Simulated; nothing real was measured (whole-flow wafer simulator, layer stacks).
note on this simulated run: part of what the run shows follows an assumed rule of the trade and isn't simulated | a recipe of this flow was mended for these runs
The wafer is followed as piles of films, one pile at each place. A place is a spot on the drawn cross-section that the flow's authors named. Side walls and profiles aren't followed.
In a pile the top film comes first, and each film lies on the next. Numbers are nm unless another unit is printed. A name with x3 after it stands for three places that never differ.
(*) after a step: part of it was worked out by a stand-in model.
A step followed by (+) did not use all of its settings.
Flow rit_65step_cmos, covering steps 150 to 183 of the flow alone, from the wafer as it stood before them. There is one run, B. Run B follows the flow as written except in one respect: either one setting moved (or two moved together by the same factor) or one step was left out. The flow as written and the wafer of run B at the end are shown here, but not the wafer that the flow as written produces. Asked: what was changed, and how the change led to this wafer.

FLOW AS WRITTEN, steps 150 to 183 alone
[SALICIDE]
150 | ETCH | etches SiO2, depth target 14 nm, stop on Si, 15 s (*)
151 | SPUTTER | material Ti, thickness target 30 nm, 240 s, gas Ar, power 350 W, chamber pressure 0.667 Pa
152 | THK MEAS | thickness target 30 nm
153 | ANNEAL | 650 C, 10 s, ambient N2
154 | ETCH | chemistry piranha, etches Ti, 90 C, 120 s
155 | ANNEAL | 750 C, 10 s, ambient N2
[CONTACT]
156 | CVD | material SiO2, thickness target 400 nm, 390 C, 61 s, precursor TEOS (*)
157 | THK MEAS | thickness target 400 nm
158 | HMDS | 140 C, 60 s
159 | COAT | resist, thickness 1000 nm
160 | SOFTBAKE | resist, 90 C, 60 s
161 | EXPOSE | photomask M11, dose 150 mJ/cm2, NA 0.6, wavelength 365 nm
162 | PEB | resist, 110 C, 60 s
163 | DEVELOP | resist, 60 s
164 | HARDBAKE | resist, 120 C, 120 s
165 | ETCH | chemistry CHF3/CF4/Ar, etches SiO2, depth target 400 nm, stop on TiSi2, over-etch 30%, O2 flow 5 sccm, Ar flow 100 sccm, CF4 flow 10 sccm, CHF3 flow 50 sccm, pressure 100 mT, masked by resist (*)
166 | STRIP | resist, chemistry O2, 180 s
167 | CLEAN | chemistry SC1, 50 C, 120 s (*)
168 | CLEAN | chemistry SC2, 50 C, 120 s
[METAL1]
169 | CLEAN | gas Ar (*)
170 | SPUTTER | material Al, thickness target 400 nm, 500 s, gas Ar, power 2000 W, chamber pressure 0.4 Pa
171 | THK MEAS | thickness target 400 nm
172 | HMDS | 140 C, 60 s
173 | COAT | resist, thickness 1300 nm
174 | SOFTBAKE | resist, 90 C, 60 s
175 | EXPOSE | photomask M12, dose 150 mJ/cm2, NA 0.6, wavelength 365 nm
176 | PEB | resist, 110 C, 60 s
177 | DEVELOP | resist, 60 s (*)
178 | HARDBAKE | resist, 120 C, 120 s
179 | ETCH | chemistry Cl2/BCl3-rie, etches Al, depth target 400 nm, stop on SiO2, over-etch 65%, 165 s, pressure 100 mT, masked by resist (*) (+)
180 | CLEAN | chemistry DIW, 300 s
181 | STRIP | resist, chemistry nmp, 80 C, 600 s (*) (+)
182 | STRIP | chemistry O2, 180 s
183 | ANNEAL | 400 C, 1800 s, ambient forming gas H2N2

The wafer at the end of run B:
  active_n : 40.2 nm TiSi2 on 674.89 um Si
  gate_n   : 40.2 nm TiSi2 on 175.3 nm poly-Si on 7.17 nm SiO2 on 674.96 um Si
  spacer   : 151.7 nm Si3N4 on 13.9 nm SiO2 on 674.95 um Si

The reason: step 156, CVD: material SiO2, thickness target 400 nm, 390 C, 61 s, precursor TEOS (*), was skipped.

How this came from the change, step by step:
  159 | COAT | resist, thickness 1000 nm
      gate_n: +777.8 resist (new film) (in the flow as written it would be: +800 resist (new film))
      gate_p: +777.8 resist (new film) (in the flow as written it would be: +799.9 resist (new film))
      (and at 2 other places as well)
  162 | PEB | resist, 110 C, 60 s
      gate_n, gate_p: -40 resist (in the flow as written it would be: -41.2 resist)
      spacer: -41.8 resist (in the flow as written it would be: -42.7 resist)
      (and at 1 other place as well)
  164 | HARDBAKE | resist, 120 C, 120 s
      gate_n, gate_p: -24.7 resist (in the flow as written it would be: -25.5 resist)
      spacer: -25.8 resist (in the flow as written it would be: -26.5 resist)
      (and at 1 other place as well)
  165 | ETCH | chemistry CHF3/CF4/Ar, etches SiO2, depth target 400 nm, stop on TiSi2, over-etch 30%, O2 flow 5 sccm, Ar flow 100 sccm, CF4 flow 10 sccm, CHF3 flow 50 sccm, pressure 100 mT, masked by resist (*)
      contact: -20 TiSi2 (in the flow as written it would be: -400 SiO2 (all of it), -6 TiSi2)
  166 | STRIP | resist, chemistry O2, 180 s
      gate_n: -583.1 resist (all of it) (in the flow as written it would be: -603.3 resist (all of it))
      gate_p: -583 resist (all of it) (in the flow as written it would be: -603.2 resist (all of it))
      (and at 3 other places as well)
  169 | CLEAN | gas Ar (*)
      active_n, active_p, gate_n, gate_p, sd_n, sd_p, m1: -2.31 TiSi2 (in the flow as written it would be: -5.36 SiO2)
      spacer, spacer_p: -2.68 Si3N4 (in the flow as written it would be: -5.36 SiO2)
  170 | SPUTTER | material Al, thickness target 400 nm, 500 s, gas Ar, power 2000 W, chamber pressure 0.4 Pa
      contact: +400 Al (new film) (in the flow as written it would be: +255.4 Al (new film))
  173 | COAT | resist, thickness 1300 nm
      contact: +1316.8 resist (new film) (in the flow as written it would be: +1785.1 resist (new film))
      m1: +1297 resist (new film) (in the flow as written it would be: +1256.4 resist (new film))
  176 | PEB | resist, 110 C, 60 s
      contact: -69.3 resist (in the flow as written it would be: -95.5 resist)
      m1: -68.2 resist (in the flow as written it would be: -66.1 resist)
  178 | HARDBAKE | resist, 120 C, 120 s
      contact: -44.1 resist (in the flow as written it would be: -62.1 resist)
      m1: -43.5 resist (in the flow as written it would be: -42.1 resist)
  179 | ETCH | chemistry Cl2/BCl3-rie, etches Al, depth target 400 nm, stop on SiO2, over-etch 65%, 165 s, pressure 100 mT, masked by resist (*) (+)
      active_n, active_p, gate_n, gate_p, sd_n, sd_p: -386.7 Al (all of it), -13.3 TiSi2 (in the flow as written it would be: -386.7 Al (all of it), -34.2 SiO2)
      spacer, spacer_p: -386.7 Al (all of it), -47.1 Si3N4 (in the flow as written it would be: -386.7 Al (all of it), -34.2 SiO2)
  181 | STRIP | resist, chemistry nmp, 80 C, 600 s (*) (+)
      contact: -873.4 resist (all of it) (in the flow as written it would be: -1297.5 resist (all of it))
      m1: -855.3 resist (all of it) (in the flow as written it would be: -818.2 resist (all of it))
